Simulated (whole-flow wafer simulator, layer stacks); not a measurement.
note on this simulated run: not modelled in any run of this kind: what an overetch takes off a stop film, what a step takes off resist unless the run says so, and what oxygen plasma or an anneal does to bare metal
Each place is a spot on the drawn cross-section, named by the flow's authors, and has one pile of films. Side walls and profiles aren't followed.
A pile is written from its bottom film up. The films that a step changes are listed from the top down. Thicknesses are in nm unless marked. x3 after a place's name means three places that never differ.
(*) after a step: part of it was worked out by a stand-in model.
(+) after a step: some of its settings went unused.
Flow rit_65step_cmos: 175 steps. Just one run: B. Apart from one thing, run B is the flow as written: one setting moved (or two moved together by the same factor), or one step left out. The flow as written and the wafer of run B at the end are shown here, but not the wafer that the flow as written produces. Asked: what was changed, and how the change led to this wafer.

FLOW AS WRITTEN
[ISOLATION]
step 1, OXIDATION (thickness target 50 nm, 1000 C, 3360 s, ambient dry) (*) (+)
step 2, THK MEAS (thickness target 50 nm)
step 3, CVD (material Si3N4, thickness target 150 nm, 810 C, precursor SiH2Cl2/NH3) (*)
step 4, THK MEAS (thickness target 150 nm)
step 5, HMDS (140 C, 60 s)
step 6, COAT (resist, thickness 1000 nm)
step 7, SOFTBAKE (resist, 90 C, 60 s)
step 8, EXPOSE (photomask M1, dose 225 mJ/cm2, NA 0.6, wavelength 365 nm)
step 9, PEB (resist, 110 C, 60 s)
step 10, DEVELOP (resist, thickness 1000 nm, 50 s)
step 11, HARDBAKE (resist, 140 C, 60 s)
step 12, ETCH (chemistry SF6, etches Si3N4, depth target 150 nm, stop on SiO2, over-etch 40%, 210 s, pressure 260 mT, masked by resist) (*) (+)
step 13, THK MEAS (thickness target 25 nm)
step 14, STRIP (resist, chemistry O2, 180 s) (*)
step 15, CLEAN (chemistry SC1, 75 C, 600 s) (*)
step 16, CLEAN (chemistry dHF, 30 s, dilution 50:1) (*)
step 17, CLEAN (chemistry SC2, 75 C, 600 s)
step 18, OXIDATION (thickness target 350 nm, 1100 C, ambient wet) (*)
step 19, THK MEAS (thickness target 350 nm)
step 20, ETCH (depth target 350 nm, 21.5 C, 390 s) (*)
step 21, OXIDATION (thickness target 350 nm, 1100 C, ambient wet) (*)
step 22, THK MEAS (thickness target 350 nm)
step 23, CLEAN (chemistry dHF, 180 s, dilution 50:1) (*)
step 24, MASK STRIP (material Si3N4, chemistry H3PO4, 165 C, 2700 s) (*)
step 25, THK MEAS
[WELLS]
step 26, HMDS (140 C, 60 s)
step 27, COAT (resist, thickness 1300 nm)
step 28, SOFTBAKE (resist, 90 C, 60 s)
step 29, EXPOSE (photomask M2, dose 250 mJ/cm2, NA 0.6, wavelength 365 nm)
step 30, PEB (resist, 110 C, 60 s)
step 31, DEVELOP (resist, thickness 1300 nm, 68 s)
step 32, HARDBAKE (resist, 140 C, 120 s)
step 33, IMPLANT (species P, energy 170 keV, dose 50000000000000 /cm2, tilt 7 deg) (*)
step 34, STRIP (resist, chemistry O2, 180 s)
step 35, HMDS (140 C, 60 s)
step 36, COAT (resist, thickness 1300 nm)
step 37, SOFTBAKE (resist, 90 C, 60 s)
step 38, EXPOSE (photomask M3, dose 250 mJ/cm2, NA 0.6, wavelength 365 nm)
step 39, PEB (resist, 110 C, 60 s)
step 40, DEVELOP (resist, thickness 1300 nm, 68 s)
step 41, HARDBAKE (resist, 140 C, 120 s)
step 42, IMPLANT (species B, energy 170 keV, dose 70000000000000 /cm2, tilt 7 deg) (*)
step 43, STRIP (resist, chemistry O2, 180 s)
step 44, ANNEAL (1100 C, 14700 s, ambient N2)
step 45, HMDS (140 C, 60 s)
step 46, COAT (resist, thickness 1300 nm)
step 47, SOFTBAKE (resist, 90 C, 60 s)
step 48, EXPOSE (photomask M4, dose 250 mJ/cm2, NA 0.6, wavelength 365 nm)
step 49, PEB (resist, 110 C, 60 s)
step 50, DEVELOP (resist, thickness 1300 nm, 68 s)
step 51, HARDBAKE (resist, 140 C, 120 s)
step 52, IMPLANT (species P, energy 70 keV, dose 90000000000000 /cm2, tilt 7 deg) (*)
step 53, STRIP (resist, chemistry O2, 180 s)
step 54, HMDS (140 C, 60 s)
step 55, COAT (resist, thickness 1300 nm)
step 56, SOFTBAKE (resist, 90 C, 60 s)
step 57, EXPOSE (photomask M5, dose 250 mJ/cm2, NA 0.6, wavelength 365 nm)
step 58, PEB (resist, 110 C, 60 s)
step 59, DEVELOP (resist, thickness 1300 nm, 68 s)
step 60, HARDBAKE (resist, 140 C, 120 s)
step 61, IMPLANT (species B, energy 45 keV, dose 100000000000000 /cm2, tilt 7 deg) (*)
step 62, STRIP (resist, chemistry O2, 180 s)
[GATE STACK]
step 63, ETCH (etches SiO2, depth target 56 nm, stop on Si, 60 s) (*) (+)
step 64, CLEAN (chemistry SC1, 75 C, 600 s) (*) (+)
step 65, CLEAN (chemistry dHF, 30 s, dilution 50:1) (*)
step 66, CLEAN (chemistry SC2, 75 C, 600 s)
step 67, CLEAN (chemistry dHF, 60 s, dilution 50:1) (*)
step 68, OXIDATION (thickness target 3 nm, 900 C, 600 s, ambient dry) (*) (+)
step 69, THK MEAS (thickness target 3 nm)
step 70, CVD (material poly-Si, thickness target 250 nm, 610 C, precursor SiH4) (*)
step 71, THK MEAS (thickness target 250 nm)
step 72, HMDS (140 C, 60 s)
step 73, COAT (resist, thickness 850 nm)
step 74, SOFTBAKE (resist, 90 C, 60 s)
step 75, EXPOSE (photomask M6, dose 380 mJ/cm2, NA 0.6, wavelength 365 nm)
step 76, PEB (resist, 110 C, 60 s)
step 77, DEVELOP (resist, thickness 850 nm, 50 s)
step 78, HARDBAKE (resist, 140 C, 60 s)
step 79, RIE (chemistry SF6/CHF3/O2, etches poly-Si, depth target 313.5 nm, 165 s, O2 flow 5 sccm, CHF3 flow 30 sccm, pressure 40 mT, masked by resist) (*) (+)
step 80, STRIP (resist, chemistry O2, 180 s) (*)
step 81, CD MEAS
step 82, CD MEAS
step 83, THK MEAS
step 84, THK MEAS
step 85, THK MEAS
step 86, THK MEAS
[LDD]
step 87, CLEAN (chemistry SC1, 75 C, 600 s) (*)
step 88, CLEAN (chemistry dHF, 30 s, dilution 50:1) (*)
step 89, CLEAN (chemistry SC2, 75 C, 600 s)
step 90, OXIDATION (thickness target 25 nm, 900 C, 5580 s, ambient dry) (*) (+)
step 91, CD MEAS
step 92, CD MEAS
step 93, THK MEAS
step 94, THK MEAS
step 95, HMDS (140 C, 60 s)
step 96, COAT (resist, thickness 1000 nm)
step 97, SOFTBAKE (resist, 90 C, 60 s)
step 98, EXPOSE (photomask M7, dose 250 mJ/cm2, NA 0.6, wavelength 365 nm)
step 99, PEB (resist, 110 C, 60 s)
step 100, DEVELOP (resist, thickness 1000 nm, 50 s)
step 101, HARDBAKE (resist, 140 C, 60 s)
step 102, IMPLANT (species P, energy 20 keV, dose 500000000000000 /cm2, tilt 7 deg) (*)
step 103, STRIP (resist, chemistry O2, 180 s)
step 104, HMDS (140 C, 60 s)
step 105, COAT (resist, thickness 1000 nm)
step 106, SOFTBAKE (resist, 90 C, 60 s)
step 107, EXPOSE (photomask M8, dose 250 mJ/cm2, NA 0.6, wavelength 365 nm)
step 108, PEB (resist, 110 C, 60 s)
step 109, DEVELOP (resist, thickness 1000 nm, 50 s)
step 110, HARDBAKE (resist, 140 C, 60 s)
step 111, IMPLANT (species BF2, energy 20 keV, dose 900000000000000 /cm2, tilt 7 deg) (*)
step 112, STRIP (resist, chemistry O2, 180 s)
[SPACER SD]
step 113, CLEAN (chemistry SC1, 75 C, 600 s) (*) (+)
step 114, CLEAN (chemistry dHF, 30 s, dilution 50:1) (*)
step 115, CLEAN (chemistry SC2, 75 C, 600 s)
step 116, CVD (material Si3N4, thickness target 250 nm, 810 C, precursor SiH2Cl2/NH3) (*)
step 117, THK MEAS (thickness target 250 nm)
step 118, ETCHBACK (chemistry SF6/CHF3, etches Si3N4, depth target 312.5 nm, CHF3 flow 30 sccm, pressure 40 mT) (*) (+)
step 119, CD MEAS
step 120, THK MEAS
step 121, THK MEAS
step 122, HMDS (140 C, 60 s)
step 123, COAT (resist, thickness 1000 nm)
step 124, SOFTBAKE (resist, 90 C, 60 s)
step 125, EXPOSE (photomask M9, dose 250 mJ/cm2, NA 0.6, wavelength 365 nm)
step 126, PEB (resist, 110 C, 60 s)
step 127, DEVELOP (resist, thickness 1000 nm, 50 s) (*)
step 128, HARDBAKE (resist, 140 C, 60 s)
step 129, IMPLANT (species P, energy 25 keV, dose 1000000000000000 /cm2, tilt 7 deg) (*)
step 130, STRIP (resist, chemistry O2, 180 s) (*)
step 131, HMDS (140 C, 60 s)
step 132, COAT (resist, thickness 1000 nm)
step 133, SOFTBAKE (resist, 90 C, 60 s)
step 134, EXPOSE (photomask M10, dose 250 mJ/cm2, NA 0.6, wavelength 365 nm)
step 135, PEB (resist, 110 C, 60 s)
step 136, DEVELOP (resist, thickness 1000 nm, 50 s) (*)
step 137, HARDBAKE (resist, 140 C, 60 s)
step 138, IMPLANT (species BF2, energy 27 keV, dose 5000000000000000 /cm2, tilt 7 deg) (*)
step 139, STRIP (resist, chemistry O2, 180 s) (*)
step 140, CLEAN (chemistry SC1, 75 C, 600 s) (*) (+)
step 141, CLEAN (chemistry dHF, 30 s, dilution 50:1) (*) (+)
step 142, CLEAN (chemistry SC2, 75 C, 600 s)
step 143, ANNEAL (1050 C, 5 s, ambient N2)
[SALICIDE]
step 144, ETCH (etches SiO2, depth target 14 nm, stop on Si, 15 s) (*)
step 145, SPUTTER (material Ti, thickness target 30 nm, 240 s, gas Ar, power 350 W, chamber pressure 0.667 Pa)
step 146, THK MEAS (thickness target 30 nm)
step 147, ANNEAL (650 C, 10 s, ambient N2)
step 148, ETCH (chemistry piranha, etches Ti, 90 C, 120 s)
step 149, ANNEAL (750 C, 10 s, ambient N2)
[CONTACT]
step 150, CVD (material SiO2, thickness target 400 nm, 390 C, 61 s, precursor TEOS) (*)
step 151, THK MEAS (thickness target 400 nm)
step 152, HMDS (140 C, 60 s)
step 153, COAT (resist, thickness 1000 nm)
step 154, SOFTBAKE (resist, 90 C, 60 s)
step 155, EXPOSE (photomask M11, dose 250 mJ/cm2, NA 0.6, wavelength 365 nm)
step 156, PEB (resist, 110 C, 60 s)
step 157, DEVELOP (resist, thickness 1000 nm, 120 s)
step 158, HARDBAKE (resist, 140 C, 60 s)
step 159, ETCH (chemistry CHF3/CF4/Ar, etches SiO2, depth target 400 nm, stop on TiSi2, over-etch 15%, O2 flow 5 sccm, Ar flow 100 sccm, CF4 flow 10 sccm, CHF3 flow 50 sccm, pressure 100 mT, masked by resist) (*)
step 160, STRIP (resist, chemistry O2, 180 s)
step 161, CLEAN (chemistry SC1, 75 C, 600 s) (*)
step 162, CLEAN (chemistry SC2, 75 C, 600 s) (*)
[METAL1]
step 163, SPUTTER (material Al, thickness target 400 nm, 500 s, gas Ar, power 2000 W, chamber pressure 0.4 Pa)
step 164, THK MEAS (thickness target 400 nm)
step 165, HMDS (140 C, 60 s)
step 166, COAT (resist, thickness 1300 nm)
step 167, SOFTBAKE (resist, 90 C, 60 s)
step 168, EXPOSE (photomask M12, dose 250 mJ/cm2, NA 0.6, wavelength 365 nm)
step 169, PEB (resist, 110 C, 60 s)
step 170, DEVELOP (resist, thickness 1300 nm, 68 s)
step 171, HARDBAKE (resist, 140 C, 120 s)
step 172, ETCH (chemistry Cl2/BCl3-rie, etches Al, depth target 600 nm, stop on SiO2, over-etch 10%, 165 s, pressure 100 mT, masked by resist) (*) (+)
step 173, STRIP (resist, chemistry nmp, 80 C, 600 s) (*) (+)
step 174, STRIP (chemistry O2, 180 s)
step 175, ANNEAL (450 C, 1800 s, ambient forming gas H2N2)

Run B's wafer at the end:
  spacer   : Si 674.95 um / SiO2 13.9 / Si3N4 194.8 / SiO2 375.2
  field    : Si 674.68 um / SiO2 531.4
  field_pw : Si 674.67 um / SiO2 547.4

What caused this: step 163, SPUTTER: power 2472 W was run, whereas the flow has power 2000 W.

Step by step, how the change led to this:
  step 163, SPUTTER (material Al, thickness target 400 nm, 500 s, gas Ar, power 2000 W, chamber pressure 0.4 Pa)
      field, field_pw, field_p, spacer, spacer_p: Al gains 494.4 (new film) (it would be, as written: Al gains 400 (new film))
      gate_n, gate_p: Al gains 482.9 (new film) (it would be, as written: Al gains 396 (new film))
      (as well as at 1 more place)
  step 172, ETCH (chemistry Cl2/BCl3-rie, etches Al, depth target 600 nm, stop on SiO2, over-etch 10%, 165 s, pressure 100 mT, masked by resist) (*) (+)
      field, field_pw, field_p, spacer, spacer_p: Al loses 494.4 (all of it), SiO2 loses 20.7 (it would be, as written: Al loses 400 (all of it), SiO2 loses 32.5)
      gate_n, gate_p: Al loses 482.9 (all of it), SiO2 loses 22.1 (it would be, as written: Al loses 396 (all of it), SiO2 loses 33)
      (as well as at 1 more place)
